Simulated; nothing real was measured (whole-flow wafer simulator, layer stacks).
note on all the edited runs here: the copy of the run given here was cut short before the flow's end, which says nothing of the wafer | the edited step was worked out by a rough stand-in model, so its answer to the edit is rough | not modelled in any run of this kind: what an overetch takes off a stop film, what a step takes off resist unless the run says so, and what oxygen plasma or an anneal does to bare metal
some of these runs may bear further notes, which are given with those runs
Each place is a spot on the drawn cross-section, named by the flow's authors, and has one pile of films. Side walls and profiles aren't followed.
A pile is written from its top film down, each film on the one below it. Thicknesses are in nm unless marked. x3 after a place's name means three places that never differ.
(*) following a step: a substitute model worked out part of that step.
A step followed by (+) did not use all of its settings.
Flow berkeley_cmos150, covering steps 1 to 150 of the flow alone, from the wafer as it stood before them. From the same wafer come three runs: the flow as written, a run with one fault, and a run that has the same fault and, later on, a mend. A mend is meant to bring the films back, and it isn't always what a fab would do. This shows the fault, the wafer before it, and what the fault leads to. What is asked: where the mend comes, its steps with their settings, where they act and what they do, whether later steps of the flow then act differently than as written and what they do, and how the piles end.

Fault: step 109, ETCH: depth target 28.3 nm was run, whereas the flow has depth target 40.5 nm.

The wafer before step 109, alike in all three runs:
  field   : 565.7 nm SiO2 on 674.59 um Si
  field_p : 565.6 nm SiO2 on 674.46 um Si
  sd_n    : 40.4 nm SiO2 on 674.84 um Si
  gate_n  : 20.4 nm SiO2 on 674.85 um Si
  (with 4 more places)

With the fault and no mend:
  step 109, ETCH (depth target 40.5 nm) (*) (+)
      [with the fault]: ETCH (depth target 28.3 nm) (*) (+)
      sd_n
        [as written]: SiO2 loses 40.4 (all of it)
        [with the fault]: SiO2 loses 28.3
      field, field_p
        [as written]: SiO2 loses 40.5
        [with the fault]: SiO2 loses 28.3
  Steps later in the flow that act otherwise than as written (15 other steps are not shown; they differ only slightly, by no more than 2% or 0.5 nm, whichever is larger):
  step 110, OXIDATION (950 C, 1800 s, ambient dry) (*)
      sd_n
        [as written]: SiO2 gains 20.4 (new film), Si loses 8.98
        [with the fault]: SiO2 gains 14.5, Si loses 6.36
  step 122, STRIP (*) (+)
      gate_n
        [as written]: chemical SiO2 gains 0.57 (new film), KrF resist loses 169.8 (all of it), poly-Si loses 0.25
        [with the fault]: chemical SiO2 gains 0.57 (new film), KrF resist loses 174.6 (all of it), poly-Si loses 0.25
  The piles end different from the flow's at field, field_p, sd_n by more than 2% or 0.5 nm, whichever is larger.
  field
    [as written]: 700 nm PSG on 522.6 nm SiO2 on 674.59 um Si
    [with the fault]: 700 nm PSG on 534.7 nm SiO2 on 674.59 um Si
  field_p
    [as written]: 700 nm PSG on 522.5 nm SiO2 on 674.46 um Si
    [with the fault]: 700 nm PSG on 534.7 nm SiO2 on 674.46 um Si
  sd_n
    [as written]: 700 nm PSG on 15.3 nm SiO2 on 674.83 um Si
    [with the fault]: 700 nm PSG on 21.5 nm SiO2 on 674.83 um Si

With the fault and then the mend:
  After step 109 comes the mend.
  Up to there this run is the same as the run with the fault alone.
  step 109a, ETCH (depth target 12.2 nm) (the flow's step 109, run once more with other settings)
      field, field_p
        SiO2 loses 12.2
      sd_n
        SiO2 loses 12.1 (all of it)
  Later steps of the flow that are run all act as written at every place that is followed, up to a difference of at most 2% or 0.5 nm, whichever is larger.
  The piles end the same as the flow's at every place that both follow.
